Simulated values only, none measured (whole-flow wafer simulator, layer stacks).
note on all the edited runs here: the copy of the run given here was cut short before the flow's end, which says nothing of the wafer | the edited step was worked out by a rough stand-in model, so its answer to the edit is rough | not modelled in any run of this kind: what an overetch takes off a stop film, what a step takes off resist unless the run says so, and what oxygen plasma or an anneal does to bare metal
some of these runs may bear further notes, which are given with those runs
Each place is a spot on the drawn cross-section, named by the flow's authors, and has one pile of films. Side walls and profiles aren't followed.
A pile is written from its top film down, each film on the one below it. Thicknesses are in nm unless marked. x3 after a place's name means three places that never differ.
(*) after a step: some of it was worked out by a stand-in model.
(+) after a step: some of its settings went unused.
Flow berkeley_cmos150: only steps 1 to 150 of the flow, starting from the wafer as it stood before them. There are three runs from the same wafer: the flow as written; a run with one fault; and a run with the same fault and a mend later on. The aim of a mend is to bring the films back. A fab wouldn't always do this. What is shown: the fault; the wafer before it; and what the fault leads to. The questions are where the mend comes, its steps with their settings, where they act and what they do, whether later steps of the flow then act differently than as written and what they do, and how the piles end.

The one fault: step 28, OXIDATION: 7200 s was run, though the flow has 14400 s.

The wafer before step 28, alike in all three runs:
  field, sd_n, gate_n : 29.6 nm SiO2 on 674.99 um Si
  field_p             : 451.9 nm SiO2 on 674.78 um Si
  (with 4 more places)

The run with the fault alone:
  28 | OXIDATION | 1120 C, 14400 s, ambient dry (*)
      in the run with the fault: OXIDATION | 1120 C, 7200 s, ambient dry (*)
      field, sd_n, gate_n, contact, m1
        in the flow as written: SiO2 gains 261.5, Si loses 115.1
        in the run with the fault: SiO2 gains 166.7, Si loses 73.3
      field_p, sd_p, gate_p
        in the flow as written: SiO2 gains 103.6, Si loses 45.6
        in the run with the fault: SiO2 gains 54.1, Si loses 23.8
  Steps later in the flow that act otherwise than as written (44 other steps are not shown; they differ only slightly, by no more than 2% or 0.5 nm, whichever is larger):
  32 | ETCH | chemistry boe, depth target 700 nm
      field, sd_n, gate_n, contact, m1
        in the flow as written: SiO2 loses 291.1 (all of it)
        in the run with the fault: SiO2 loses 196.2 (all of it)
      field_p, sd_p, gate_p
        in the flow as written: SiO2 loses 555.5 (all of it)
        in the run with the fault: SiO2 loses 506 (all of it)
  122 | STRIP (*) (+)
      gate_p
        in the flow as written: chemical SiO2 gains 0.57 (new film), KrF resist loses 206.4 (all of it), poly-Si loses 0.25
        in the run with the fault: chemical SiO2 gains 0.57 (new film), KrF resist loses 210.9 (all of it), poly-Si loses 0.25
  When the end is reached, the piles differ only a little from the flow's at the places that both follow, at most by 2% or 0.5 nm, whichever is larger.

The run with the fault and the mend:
  After step 28 comes the mend.
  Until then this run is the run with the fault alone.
  28a | OXIDATION | 1120 C, 7200 s, ambient dry (*) (the flow's step 28 again, with other settings)
      field, sd_n, gate_n, contact, m1
        SiO2 gains 94.8, Si loses 41.7
      field_p, sd_p, gate_p
        SiO2 gains 49.5, Si loses 21.8
  None of the later steps of the flow acts differently than as written at any place that is followed.
  The piles end the same as the flow's at every place that both follow.
